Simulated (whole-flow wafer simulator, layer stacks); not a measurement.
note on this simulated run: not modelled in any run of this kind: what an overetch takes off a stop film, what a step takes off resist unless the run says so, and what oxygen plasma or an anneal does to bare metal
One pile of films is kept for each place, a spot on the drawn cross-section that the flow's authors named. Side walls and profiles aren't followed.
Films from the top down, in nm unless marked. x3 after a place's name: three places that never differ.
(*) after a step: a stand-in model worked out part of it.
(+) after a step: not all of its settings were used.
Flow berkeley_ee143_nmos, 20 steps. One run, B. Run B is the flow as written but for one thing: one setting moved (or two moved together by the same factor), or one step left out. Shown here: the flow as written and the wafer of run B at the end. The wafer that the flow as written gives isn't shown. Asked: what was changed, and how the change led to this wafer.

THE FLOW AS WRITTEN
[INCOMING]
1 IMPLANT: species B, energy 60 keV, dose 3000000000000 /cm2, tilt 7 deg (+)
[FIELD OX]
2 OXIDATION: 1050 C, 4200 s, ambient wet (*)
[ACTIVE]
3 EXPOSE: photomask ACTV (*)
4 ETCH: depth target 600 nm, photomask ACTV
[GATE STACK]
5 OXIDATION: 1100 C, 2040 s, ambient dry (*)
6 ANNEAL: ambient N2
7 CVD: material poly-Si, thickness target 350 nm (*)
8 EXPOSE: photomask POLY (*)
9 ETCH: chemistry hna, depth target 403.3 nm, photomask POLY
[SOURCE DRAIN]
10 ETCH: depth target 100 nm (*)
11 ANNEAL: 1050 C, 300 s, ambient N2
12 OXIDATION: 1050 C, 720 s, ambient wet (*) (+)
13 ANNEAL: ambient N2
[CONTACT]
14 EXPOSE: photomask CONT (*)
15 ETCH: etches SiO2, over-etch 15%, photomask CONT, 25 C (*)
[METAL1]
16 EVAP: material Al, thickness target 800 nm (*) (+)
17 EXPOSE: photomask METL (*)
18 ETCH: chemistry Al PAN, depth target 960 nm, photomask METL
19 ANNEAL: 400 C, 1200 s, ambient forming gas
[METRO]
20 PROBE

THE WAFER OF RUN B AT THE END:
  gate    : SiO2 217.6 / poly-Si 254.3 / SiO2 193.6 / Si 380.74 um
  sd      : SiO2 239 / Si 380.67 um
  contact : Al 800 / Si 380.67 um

The cause: step 4, ETCH: depth target 402 nm was run, where the flow has depth target 600 nm.

How the change led to this, step by step:
  4 ETCH: depth target 600 nm, photomask ACTV
      gate, sd, contact: SiO2 -402 (as written it would be: SiO2 -566.4 (all of it))
  5 OXIDATION: 1100 C, 2040 s, ambient dry (*)
      gate, sd, contact: SiO2 +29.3, Si -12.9 (as written it would be: SiO2 +79.7 (new film), Si -35.1)
  10 ETCH: depth target 100 nm (*)
      sd, contact: SiO2 -100 (as written it would be: SiO2 -79.7 (all of it))
  12 OXIDATION: 1050 C, 720 s, ambient wet (*) (+)
      sd, contact: SiO2 +145.3, Si -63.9 (as written it would be: SiO2 +189.4 (new film), Si -83.4)
  15 ETCH: etches SiO2, over-etch 15%, photomask CONT, 25 C (*)
      contact: SiO2 -239 (all of it) (as written it would be: SiO2 -189.4 (all of it))
